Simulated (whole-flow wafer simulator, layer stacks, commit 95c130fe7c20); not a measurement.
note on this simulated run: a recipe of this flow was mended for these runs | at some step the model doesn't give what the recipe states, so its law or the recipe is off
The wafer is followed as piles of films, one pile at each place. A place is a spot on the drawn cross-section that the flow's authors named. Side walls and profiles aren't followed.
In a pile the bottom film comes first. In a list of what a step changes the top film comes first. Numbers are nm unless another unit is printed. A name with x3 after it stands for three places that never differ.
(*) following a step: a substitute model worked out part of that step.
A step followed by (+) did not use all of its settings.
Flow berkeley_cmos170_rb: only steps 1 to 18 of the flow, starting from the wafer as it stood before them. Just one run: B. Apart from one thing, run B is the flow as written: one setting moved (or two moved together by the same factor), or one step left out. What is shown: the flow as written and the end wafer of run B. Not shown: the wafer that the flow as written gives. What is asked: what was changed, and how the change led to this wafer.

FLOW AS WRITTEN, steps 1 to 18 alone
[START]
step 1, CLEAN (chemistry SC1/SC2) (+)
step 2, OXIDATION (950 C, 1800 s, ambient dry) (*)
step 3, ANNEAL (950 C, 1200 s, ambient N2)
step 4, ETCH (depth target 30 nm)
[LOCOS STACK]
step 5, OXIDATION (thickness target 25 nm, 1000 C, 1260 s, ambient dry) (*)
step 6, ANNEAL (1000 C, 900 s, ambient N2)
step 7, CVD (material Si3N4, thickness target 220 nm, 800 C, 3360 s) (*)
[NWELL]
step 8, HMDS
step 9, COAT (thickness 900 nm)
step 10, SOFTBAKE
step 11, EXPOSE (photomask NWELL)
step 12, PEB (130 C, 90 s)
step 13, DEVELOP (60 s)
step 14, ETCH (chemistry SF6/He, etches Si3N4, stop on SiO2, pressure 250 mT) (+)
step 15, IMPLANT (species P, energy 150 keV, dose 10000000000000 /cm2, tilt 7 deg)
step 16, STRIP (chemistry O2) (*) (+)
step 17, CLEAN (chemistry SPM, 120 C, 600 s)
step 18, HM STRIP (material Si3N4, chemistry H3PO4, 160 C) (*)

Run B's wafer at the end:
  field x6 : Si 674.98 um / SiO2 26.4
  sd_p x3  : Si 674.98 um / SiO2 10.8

What caused this: step 4, ETCH: depth target 10 nm was run, though the flow has depth target 30 nm.

Step by step, how the change led to this:
  step 4, ETCH (depth target 30 nm)
      field x6, sd_p x3: SiO2 loses 10 (in the flow as written it would be: SiO2 loses 20.7 (all of it))
  step 5, OXIDATION (thickness target 25 nm, 1000 C, 1260 s, ambient dry) (*)
      field x6, sd_p x3: SiO2 gains 19.1, Si loses 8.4 (in the flow as written it would be: SiO2 gains 26.6 (new film), Si loses 11.7)
